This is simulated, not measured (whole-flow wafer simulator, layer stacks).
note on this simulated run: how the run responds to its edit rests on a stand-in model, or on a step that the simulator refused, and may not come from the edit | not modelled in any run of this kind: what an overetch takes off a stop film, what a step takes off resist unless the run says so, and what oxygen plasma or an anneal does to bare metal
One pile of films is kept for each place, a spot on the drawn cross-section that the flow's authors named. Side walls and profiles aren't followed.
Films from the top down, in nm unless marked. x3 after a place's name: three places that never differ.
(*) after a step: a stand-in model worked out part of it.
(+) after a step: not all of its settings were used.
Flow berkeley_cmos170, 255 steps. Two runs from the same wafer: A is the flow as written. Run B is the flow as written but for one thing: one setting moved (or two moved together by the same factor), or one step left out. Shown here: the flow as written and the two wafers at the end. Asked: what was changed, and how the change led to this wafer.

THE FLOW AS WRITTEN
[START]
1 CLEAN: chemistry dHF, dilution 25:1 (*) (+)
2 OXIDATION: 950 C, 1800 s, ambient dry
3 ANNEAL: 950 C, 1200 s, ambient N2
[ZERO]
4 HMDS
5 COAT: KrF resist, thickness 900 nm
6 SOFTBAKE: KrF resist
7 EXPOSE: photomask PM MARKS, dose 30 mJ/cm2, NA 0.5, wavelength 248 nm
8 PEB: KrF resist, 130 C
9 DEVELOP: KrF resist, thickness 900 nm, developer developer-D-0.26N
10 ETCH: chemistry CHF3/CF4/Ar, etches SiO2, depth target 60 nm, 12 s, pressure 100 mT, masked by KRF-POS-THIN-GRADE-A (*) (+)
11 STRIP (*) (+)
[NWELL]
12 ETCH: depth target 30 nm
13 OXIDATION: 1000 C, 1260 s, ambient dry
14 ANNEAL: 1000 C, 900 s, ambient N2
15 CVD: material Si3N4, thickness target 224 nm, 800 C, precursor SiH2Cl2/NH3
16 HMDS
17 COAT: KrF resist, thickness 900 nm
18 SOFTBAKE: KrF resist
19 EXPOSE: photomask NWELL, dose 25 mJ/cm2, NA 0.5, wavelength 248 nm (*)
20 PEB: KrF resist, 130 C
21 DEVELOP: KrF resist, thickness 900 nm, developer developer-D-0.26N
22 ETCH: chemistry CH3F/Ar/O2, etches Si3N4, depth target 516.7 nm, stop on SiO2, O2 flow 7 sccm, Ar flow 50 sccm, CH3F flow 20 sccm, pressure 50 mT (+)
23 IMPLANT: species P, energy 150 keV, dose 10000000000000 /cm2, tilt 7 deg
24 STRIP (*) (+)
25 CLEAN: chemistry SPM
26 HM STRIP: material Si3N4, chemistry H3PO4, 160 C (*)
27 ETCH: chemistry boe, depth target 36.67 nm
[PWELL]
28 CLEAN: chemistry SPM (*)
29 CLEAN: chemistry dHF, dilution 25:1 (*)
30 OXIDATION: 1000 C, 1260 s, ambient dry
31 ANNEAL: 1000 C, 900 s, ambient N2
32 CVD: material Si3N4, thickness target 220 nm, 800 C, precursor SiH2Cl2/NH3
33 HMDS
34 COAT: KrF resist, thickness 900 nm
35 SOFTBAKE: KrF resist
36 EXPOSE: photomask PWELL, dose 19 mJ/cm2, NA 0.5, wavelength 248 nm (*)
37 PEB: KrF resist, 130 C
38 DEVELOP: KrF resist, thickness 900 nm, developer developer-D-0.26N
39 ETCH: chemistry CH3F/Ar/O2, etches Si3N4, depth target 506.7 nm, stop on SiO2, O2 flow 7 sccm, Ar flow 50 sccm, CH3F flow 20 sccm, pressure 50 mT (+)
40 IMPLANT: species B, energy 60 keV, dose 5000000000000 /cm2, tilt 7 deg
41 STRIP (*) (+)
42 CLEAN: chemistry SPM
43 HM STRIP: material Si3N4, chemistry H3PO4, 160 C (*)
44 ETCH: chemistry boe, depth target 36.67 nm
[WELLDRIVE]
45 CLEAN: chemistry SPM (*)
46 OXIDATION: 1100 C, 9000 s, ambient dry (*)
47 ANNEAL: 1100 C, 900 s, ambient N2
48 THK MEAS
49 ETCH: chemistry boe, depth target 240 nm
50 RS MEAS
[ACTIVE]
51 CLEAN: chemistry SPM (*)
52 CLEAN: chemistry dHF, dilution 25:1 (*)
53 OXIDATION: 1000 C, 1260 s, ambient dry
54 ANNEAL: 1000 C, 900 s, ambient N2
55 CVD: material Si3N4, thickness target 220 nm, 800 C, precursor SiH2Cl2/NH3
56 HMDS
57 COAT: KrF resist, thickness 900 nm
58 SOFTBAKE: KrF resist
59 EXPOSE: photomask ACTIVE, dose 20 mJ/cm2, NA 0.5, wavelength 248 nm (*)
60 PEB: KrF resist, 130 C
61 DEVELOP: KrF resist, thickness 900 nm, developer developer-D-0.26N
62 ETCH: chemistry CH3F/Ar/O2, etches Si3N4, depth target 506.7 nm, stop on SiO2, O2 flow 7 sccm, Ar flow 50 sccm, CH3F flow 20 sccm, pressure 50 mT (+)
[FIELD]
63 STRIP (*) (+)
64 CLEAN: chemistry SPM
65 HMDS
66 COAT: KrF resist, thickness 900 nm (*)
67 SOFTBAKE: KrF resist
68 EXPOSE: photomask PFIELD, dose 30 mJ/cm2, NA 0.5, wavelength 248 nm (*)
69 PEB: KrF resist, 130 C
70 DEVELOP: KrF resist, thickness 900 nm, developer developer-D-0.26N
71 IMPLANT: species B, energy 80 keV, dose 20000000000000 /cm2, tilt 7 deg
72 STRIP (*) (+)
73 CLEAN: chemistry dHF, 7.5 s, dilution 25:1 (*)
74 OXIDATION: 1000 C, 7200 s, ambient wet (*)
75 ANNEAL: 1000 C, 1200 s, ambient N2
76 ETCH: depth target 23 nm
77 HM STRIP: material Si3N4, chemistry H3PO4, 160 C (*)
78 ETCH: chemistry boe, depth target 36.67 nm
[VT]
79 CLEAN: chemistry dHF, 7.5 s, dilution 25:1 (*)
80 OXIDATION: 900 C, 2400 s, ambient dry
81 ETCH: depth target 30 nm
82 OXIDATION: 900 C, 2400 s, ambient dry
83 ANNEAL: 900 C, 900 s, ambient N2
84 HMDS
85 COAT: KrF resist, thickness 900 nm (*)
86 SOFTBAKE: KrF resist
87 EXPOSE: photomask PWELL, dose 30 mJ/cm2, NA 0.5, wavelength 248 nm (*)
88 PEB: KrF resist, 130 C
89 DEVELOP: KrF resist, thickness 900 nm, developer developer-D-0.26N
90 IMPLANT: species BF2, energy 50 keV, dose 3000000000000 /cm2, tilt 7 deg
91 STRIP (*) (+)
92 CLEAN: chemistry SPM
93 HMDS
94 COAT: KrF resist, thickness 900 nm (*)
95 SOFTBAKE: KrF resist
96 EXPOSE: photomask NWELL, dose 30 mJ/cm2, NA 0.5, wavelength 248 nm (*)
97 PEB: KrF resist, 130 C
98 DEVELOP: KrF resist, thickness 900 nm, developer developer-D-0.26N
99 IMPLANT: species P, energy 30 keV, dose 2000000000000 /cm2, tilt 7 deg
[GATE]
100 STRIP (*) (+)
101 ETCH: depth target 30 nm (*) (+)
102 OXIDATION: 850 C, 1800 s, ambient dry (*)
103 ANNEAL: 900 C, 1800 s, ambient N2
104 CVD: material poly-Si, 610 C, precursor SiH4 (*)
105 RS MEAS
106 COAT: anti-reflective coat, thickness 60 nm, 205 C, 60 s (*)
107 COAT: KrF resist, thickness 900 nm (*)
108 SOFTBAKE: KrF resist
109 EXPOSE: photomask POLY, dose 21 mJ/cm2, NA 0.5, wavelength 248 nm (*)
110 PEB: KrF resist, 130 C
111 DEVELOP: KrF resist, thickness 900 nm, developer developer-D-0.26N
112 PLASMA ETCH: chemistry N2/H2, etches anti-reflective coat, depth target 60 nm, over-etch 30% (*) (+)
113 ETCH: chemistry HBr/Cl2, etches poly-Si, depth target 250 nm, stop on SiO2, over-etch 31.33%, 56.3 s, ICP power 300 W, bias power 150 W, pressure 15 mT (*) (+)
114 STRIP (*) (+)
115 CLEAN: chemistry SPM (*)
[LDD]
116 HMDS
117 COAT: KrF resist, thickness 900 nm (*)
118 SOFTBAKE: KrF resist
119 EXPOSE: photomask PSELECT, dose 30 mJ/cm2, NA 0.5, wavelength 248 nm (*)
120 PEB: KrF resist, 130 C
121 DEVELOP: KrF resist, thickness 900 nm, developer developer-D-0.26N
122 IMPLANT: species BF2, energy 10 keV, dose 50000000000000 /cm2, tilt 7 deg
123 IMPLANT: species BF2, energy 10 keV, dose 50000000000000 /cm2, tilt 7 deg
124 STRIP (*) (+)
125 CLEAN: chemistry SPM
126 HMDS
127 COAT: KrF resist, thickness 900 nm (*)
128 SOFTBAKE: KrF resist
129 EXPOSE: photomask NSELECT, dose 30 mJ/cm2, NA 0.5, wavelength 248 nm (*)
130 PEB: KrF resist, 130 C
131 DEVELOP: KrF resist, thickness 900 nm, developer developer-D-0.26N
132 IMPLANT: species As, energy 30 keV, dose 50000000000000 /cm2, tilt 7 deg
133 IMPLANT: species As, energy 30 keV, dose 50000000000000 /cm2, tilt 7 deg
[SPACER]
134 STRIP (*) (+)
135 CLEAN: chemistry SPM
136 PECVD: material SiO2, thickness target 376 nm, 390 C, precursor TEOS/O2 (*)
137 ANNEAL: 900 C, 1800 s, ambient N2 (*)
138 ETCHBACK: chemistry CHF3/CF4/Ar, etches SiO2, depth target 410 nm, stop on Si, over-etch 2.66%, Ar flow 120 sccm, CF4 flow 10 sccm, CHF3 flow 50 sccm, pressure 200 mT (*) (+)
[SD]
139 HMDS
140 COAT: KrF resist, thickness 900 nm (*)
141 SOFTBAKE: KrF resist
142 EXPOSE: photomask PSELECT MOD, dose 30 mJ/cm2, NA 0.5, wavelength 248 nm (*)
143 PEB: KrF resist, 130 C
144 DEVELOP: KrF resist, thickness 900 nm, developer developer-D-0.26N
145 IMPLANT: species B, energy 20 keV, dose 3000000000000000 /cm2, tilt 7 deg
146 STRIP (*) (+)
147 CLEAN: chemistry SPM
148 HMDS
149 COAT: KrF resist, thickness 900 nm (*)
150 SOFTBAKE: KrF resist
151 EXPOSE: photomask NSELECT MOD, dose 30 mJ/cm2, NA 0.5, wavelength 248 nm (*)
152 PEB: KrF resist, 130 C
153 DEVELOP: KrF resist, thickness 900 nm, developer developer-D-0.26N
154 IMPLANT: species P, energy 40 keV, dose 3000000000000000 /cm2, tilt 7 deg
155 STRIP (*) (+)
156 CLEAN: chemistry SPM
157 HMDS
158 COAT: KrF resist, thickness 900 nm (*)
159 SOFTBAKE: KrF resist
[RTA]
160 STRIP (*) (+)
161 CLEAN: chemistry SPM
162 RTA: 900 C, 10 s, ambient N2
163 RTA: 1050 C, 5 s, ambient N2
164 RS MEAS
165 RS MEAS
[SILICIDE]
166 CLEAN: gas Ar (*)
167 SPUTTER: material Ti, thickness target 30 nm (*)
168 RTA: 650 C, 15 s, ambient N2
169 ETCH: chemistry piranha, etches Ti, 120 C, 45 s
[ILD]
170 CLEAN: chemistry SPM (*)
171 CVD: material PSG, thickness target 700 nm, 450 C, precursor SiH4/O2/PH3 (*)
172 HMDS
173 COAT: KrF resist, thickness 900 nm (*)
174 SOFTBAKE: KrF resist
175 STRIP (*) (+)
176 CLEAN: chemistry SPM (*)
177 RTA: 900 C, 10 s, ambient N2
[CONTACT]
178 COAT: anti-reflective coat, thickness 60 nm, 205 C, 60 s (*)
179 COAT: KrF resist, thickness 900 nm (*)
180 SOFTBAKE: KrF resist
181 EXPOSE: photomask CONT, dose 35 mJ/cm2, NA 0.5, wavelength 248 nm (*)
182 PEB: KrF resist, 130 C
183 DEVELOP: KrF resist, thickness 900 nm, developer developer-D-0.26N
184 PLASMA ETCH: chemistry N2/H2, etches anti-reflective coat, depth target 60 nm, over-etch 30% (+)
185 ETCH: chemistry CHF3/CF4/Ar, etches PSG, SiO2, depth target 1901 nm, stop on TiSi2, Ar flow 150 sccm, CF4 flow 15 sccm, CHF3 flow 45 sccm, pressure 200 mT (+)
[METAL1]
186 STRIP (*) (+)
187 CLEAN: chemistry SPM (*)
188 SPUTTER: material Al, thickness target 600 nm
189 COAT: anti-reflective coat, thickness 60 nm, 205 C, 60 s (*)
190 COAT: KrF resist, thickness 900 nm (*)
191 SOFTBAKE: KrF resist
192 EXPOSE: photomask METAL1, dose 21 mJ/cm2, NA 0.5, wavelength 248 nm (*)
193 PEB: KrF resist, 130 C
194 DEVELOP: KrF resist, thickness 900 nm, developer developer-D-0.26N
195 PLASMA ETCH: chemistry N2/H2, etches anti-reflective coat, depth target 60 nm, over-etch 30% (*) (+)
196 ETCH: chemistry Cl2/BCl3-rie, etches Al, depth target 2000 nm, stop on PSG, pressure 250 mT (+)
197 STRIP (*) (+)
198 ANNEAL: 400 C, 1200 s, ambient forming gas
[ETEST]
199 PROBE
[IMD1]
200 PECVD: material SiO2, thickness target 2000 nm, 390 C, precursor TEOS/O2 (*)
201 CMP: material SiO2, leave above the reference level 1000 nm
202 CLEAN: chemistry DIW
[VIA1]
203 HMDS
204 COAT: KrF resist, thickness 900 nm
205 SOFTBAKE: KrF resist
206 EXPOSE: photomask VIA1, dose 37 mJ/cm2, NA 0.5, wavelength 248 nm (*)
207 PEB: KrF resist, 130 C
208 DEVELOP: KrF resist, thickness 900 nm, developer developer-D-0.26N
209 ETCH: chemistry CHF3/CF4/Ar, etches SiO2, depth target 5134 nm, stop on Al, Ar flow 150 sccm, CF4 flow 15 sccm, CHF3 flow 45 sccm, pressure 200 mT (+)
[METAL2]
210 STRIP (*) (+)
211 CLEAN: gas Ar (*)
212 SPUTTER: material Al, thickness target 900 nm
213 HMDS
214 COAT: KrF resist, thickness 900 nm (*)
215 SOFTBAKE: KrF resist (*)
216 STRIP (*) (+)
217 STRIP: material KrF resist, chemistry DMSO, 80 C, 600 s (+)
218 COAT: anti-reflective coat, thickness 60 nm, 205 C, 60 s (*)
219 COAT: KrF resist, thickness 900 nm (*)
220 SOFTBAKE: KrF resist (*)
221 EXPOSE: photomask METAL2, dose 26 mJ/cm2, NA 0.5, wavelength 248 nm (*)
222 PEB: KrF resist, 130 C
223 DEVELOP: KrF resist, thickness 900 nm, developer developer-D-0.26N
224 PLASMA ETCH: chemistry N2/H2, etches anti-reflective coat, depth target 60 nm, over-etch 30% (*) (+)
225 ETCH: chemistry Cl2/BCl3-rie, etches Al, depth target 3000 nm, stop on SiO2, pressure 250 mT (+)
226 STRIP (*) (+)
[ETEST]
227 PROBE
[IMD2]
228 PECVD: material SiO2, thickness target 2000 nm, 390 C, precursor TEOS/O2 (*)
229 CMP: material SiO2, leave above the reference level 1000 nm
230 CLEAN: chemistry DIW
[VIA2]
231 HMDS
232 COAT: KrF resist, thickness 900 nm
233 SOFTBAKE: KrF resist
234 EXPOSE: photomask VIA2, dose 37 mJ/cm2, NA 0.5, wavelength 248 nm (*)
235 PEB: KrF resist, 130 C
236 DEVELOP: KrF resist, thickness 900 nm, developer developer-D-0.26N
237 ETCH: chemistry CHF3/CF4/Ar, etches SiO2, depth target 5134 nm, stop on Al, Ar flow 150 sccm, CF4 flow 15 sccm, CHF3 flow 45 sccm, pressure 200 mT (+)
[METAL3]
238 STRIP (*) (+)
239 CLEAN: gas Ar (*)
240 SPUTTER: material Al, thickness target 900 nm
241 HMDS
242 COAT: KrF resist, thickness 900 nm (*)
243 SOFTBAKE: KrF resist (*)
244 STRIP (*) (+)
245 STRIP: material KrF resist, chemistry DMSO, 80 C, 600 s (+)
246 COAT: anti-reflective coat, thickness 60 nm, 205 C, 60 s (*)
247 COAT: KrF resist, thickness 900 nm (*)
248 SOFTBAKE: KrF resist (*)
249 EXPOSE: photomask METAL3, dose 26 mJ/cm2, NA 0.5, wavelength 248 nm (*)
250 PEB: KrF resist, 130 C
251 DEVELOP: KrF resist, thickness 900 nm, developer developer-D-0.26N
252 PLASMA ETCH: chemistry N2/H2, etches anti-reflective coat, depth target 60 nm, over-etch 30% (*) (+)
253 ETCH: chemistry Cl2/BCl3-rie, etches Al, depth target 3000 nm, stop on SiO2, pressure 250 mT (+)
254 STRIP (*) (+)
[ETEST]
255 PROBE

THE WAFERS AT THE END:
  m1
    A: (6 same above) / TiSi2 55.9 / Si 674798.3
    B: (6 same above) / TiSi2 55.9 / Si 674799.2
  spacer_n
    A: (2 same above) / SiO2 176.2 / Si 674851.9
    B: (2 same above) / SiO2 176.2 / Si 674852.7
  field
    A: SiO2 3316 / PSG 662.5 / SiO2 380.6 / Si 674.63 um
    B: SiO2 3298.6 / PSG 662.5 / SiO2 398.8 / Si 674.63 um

The cause: step 78, ETCH: depth target 18.33 nm was run, where the flow has depth target 36.67 nm.

How the change led to this, step by step:
  78 ETCH: chemistry boe, depth target 36.67 nm
      sd_n, spacer_n, gate_n and 8 more: A SiO2 -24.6 (all of it) | B SiO2 -18.3
      field: A SiO2 -36.7 | B SiO2 -18.3
  79 CLEAN: chemistry dHF, 7.5 s, dilution 25:1 (*)
      sd_n, spacer_n, gate_n and 8 more: A nothing | B SiO2 -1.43
  80 OXIDATION: 900 C, 2400 s, ambient dry
      sd_n, spacer_n, gate_n and 8 more: A SiO2 +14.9 (new film), Si -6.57 | B SiO2 +12.9, Si -5.69
  81 ETCH: depth target 30 nm
      spacer_n, gate_n, spacer_p and 6 more: A SiO2 -14.9 (all of it) | B SiO2 -17.7 (all of it)
      sd_n, sd_p: A SiO2 -14.9 (all of it) | B SiO2 -17.8 (all of it)
  106 COAT: anti-reflective coat, thickness 60 nm, 205 C, 60 s (*)
      field: A anti-reflective coat +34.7 (new film) | B anti-reflective coat +35.6 (new film)
      sd_n: A anti-reflective coat +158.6 (new film) | B anti-reflective coat +175.6 (new film)
      (and at 7 more places)
  112 PLASMA ETCH: chemistry N2/H2, etches anti-reflective coat, depth target 60 nm, over-etch 30% (*) (+)
      field: A anti-reflective coat -34.7 (all of it), poly-Si -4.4 | B anti-reflective coat -35.6 (all of it), poly-Si -4.94
      sd_n: A anti-reflective coat -158.6 (all of it), poly-Si -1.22 | B anti-reflective coat -175.6 (all of it), poly-Si -1.35
      (and at 8 more places)
  114 STRIP (*) (+)
      gate_n: A chemical SiO2 +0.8 (new film), KrF resist -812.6 (all of it), anti-reflective coat -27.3 (all of it), poly-Si -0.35 | B chemical SiO2 +0.8 (new film), KrF resist -828.7 (all of it), anti-reflective coat -23.1 (all of it), poly-Si -0.35
      gate_p: A chemical SiO2 +0.8 (new film), KrF resist -782.1 (all of it), anti-reflective coat -29.6 (all of it), poly-Si -0.35 | B chemical SiO2 +0.8 (new film), KrF resist -791 (all of it), anti-reflective coat -27.4 (all of it), poly-Si -0.35
  178 COAT: anti-reflective coat, thickness 60 nm, 205 C, 60 s (*)
      sd_n: A anti-reflective coat +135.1 (new film) | B anti-reflective coat +146.2 (new film)
      gate_n: A anti-reflective coat +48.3 (new film) | B anti-reflective coat +49.3 (new film)
      (and at 2 more places)
  184 PLASMA ETCH: chemistry N2/H2, etches anti-reflective coat, depth target 60 nm, over-etch 30% (+)
      contact: A anti-reflective coat -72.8 (all of it), PSG -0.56 | B anti-reflective coat -74.3 (all of it), PSG -0.57
  186 STRIP (*) (+)
      sd_n: A KrF resist -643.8 (all of it), anti-reflective coat -135.1 (all of it) | B KrF resist -642 (all of it), anti-reflective coat -146.2 (all of it)
      gate_n: A KrF resist -553.1 (all of it), anti-reflective coat -48.3 (all of it) | B KrF resist -561.4 (all of it), anti-reflective coat -49.3 (all of it)
      (and at 1 more place)
  189 COAT: anti-reflective coat, thickness 60 nm, 205 C, 60 s (*)
      gate_n: A anti-reflective coat +48 (new film) | B anti-reflective coat +49.2 (new film)
      sd_p: A anti-reflective coat +86.5 (new film) | B anti-reflective coat +89.2 (new film)
      (and at 1 more place)
  195 PLASMA ETCH: chemistry N2/H2, etches anti-reflective coat, depth target 60 nm, over-etch 30% (*) (+)
      contact, m1, via1, m2, via2: A KrF resist -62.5 | B KrF resist -64.4
      gate_n: A anti-reflective coat -48 (all of it) | B anti-reflective coat -49.2 (all of it)
      (and at 1 more place)
  196 ETCH: chemistry Cl2/BCl3-rie, etches Al, depth target 2000 nm, stop on PSG, pressure 250 mT (+)
      sd_p: A Al -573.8 (all of it), PSG -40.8 | B Al -566.7 (all of it), PSG -41.7
  197 STRIP (*) (+)
      m2: A KrF resist -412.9 (all of it), anti-reflective coat -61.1 (all of it) | B KrF resist -418.1 (all of it), anti-reflective coat -58.7 (all of it)
  201 CMP: material SiO2, leave above the reference level 1000 nm
      field: A SiO2 -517 | B SiO2 -534.4
